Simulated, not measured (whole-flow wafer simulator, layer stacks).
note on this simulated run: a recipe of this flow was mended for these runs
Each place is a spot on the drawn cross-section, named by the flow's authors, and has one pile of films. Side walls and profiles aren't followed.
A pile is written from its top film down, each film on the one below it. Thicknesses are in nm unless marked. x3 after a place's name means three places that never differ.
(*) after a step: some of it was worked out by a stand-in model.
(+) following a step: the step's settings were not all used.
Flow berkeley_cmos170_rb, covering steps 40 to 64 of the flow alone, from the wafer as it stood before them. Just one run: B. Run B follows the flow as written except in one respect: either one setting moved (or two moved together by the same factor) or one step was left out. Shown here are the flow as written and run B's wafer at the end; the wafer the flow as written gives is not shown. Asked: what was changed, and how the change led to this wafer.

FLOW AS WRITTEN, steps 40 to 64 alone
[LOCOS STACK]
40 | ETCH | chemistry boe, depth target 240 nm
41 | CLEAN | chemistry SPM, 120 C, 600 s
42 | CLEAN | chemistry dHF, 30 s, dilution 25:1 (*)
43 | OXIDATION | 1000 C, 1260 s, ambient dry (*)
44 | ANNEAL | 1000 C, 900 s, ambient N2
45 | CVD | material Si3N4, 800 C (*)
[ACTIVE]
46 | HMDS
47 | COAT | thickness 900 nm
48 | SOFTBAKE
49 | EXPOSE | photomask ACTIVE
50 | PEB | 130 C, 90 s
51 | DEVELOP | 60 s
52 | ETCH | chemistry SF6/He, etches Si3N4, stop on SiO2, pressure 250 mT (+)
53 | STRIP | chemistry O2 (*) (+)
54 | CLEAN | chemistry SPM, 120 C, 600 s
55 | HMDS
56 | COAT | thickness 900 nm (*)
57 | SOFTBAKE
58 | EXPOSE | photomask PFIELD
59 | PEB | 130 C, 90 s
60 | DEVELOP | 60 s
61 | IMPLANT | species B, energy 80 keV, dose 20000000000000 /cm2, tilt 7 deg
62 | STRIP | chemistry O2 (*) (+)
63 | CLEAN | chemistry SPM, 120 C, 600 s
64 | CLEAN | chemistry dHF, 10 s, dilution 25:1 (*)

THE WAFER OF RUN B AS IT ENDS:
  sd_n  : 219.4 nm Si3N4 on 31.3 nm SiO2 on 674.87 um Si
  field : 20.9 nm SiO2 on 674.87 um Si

The reason: step 43, OXIDATION: 1019 C was run, whereas the flow has 1000 C.

How this came from the change, step by step:
  43 | OXIDATION | 1000 C, 1260 s, ambient dry (*)
      field, sd_n, spacer_n and 6 more: +31.3 SiO2 (new film), -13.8 Si (as written it would have been: +26.6 SiO2 (new film), -11.7 Si)
